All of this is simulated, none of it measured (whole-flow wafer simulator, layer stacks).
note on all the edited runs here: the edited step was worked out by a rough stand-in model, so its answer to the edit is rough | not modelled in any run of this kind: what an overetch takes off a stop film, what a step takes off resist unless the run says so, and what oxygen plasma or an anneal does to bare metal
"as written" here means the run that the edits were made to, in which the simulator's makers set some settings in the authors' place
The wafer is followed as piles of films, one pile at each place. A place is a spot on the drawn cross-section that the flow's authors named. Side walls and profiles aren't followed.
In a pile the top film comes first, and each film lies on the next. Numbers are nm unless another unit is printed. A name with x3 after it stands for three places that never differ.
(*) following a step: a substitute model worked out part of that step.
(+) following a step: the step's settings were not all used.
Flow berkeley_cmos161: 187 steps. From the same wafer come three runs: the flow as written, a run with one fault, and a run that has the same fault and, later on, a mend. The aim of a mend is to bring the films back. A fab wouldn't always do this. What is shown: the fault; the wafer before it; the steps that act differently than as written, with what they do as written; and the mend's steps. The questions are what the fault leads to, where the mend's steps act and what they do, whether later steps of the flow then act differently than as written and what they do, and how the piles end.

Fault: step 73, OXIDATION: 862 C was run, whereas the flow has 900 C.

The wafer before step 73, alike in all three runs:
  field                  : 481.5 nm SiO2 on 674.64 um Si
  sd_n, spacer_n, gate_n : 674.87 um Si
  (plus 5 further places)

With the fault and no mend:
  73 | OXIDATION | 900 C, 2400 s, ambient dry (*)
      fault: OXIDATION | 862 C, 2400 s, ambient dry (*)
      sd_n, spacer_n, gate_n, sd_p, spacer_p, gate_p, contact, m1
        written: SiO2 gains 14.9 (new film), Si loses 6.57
        fault: SiO2 gains 10.1 (new film), Si loses 4.46
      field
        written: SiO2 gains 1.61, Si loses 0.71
        fault: SiO2 gains 0.8, Si loses 0.35
  Steps later in the flow that act otherwise than as written (49 other steps are not shown; they differ only slightly, by no more than 2% or 0.5 nm, whichever is larger):
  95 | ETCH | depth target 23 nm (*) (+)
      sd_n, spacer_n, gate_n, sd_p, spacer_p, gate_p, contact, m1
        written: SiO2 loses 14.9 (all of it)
        fault: SiO2 loses 10.1 (all of it)
  When the end is reached, the piles differ only a little from the flow's at the places that both follow, at most by 2% or 0.5 nm, whichever is larger.

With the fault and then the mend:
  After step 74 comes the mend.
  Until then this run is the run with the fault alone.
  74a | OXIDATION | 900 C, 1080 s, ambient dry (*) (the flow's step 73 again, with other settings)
      sd_n, spacer_n, gate_n, sd_p, spacer_p, gate_p, contact, m1
        SiO2 gains 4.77, Si loses 2.1
      field
        SiO2 gains 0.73, Si loses 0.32
  Every later step of the flow that is run acts as written, at every place that is followed, to within 2% or 0.5 nm, whichever is larger.
  When the end is reached, the piles differ only a little from the flow's at the places that both follow, at most by 2% or 0.5 nm, whichever is larger.
